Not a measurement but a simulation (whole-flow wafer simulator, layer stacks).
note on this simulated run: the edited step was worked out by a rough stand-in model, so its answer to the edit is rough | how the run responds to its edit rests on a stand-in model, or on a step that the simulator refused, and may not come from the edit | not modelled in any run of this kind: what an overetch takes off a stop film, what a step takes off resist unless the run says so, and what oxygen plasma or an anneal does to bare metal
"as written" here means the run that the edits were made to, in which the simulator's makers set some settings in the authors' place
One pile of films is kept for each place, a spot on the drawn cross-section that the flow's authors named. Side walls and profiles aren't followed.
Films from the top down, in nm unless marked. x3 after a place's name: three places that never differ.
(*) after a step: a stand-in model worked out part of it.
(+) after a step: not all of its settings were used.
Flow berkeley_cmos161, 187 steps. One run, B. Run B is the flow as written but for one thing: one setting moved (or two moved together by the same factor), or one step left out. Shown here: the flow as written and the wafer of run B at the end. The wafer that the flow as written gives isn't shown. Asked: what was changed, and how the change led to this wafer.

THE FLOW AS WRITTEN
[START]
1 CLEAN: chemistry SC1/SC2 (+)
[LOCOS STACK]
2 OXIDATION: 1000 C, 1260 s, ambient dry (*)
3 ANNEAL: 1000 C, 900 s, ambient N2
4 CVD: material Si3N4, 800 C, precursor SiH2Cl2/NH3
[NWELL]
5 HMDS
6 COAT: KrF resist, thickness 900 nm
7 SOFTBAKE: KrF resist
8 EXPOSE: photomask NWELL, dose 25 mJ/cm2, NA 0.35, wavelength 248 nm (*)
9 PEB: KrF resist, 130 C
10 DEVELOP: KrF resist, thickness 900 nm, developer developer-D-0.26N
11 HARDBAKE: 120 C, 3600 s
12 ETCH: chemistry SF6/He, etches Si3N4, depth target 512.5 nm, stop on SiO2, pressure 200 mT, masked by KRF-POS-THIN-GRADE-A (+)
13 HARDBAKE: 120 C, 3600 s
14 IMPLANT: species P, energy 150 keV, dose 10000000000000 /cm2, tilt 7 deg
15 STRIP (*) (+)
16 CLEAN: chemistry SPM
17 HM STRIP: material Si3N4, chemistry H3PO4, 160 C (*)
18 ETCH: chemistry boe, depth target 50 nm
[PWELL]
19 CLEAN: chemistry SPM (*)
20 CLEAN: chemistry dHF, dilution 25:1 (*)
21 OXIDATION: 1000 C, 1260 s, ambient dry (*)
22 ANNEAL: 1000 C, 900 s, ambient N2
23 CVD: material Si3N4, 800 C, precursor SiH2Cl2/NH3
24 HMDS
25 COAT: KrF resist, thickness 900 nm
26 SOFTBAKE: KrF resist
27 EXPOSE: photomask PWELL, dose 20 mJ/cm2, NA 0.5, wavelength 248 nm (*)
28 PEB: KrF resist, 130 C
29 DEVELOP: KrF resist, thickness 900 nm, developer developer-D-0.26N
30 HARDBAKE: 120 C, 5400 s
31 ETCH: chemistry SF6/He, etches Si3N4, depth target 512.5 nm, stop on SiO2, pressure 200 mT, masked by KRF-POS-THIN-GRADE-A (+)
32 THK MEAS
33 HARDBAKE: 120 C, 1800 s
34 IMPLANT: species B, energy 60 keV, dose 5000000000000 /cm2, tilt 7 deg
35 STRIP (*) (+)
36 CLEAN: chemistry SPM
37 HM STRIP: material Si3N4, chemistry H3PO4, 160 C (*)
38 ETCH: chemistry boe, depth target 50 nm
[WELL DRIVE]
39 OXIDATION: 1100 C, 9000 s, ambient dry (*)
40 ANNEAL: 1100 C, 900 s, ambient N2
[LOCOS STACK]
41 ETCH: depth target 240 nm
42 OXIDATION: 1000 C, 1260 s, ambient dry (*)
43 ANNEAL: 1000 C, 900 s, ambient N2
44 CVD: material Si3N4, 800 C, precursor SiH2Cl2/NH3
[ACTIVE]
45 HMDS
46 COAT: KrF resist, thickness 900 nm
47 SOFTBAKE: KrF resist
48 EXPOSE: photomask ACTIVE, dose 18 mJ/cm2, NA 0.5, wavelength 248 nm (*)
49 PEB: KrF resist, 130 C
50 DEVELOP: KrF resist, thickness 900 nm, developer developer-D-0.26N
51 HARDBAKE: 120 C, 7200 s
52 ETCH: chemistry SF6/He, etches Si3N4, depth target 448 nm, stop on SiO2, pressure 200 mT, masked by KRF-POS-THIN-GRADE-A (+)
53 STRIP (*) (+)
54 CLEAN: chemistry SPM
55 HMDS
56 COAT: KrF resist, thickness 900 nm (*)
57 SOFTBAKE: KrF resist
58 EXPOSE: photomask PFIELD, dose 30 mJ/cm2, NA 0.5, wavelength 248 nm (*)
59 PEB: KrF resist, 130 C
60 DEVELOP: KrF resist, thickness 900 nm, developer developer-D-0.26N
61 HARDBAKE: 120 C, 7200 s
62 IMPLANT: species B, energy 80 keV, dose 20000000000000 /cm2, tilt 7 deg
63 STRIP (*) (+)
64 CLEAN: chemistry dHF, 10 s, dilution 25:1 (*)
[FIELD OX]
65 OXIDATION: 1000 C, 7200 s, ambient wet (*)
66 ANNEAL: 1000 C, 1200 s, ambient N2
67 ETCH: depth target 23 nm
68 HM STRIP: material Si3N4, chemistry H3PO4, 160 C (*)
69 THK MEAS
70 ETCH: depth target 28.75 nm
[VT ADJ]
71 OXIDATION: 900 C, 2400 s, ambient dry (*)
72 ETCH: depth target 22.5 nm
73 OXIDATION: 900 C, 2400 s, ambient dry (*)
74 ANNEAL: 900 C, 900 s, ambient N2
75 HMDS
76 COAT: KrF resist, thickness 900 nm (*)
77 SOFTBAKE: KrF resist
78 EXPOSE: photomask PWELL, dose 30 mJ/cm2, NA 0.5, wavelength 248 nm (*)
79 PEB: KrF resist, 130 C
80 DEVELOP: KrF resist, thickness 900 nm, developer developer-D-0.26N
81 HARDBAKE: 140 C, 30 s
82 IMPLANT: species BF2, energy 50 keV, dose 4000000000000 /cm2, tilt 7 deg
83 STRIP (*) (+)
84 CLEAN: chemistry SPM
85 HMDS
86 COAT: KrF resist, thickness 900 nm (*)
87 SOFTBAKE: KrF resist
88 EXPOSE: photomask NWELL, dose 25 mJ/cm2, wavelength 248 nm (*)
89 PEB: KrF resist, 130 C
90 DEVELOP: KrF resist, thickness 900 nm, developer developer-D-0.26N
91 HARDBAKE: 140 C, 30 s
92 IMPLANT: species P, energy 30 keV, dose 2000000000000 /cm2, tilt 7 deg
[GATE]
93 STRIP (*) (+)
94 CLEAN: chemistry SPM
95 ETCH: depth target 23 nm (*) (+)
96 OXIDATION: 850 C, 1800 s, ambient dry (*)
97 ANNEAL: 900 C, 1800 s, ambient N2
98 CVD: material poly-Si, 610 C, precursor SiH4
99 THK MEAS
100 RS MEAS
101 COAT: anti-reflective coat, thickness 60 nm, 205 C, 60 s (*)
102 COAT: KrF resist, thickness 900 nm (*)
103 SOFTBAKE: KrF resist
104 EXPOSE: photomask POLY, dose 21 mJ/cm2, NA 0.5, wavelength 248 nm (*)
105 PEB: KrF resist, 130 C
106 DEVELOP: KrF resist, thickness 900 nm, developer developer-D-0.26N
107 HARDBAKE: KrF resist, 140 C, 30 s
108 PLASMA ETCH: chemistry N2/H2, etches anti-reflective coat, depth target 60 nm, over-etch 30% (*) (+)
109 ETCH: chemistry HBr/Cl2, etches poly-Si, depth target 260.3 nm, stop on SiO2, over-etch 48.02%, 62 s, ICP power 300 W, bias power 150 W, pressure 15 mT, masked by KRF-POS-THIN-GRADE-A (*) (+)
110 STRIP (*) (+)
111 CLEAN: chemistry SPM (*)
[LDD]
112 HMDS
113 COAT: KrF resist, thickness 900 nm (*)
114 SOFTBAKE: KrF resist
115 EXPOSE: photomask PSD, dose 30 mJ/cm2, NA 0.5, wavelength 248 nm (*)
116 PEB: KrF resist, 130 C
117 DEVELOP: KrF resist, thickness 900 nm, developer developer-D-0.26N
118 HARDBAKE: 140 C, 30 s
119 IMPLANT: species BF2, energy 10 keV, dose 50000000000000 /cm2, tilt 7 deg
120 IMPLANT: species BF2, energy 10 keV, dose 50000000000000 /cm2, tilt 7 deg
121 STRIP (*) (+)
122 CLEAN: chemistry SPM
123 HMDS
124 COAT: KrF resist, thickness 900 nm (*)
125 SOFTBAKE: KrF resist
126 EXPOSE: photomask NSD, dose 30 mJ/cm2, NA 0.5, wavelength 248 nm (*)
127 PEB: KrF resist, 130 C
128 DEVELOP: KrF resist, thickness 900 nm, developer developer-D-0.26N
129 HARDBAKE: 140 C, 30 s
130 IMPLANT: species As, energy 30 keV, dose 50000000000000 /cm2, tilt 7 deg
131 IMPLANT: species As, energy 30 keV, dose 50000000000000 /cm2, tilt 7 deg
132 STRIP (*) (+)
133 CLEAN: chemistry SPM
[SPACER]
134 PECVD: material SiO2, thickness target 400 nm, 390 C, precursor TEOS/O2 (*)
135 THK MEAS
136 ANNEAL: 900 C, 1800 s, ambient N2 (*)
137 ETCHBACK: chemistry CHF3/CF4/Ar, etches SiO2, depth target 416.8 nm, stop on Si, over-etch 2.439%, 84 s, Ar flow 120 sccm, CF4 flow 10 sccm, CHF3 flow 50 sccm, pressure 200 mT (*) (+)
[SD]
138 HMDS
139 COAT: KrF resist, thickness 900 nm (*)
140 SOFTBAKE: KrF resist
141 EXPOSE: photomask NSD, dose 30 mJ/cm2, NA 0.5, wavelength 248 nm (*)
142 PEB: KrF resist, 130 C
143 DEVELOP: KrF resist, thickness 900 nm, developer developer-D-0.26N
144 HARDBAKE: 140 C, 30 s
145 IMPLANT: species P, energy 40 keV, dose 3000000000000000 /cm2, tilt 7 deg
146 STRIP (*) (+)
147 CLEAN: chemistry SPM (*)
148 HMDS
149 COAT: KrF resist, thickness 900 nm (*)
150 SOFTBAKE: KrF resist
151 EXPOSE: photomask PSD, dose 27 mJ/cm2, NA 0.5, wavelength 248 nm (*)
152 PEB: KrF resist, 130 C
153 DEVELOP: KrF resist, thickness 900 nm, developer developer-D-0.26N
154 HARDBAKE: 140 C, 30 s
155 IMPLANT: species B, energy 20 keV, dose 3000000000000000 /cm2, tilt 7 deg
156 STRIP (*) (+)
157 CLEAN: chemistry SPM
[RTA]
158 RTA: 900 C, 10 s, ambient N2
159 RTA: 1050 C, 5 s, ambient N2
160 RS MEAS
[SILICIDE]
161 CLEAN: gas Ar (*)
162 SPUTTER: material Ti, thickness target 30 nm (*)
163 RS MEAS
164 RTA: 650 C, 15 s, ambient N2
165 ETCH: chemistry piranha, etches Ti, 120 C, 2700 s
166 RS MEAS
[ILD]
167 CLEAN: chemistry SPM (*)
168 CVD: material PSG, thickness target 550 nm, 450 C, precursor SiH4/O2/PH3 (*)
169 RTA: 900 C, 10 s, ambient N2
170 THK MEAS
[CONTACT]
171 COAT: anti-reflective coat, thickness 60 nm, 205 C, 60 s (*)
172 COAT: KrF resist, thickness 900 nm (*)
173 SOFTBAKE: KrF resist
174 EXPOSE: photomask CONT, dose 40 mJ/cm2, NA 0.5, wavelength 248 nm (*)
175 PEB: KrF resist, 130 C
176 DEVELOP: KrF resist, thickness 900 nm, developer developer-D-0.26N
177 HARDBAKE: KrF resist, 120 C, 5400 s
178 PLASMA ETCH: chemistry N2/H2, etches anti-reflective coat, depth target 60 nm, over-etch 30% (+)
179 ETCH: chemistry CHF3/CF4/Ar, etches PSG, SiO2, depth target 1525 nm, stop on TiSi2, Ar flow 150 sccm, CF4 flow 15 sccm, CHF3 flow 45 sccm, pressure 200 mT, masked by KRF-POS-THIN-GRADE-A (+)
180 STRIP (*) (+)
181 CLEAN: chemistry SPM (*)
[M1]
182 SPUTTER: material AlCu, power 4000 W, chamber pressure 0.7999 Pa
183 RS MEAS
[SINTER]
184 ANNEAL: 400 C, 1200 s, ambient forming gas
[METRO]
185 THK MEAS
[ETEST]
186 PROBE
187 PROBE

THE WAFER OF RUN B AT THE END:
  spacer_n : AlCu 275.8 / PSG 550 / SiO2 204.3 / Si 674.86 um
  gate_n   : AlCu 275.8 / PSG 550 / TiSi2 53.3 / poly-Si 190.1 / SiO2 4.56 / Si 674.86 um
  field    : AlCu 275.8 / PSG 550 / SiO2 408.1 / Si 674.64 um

The cause: step 96, OXIDATION: 720 s was run, where the flow has 1800 s.

How the change led to this, step by step:
  96 OXIDATION: 850 C, 1800 s, ambient dry (*)
      sd_n, spacer_n, gate_n, sd_p, spacer_p, gate_p, contact, m1: SiO2 +4.56 (new film), Si -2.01 (as written it would be: SiO2 +7.48 (new film), Si -3.29)
